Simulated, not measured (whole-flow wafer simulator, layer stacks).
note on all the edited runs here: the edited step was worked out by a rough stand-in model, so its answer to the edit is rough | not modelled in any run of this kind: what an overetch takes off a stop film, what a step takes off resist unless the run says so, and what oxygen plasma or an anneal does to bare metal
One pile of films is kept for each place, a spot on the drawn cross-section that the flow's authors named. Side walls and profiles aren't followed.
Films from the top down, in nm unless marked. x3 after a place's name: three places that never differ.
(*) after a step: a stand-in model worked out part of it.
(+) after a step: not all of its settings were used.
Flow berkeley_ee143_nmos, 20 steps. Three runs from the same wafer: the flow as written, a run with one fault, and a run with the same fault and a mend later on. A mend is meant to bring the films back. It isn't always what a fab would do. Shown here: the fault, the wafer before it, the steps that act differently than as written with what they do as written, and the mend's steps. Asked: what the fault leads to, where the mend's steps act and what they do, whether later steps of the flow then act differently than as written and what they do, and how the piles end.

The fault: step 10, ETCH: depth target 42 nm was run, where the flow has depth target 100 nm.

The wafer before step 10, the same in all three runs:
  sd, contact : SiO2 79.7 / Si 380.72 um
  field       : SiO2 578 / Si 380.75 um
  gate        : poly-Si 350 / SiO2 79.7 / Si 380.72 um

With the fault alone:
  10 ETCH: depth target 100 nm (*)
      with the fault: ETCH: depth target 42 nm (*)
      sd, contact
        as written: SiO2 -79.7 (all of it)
        with the fault: SiO2 -42
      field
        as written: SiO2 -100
        with the fault: SiO2 -42
  Later steps of the flow that act differently than as written:
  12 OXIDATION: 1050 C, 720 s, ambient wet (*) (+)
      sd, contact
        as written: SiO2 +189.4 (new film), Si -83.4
        with the fault: SiO2 +169.1, Si -74.4
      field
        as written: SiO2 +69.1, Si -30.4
        with the fault: SiO2 +63.8, Si -28.1
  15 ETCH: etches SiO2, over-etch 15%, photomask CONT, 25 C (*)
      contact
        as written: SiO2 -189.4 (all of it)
        with the fault: SiO2 -206.7 (all of it)
  At the end the piles differ from the flow's by more than 2% or 0.5 nm, whichever is larger, at sd, field.
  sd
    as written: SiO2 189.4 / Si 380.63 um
    with the fault: SiO2 206.7 / Si 380.64 um
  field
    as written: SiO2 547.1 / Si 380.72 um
    with the fault: SiO2 599.8 / Si 380.72 um

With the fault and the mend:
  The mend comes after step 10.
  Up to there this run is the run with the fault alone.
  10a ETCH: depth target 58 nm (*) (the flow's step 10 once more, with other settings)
      sd, contact
        SiO2 -37.7 (all of it)
      field
        SiO2 -58
  No later step of the flow acts differently than as written at any place that is followed.
  At the end the piles are the same as the flow's at every place that both follow.
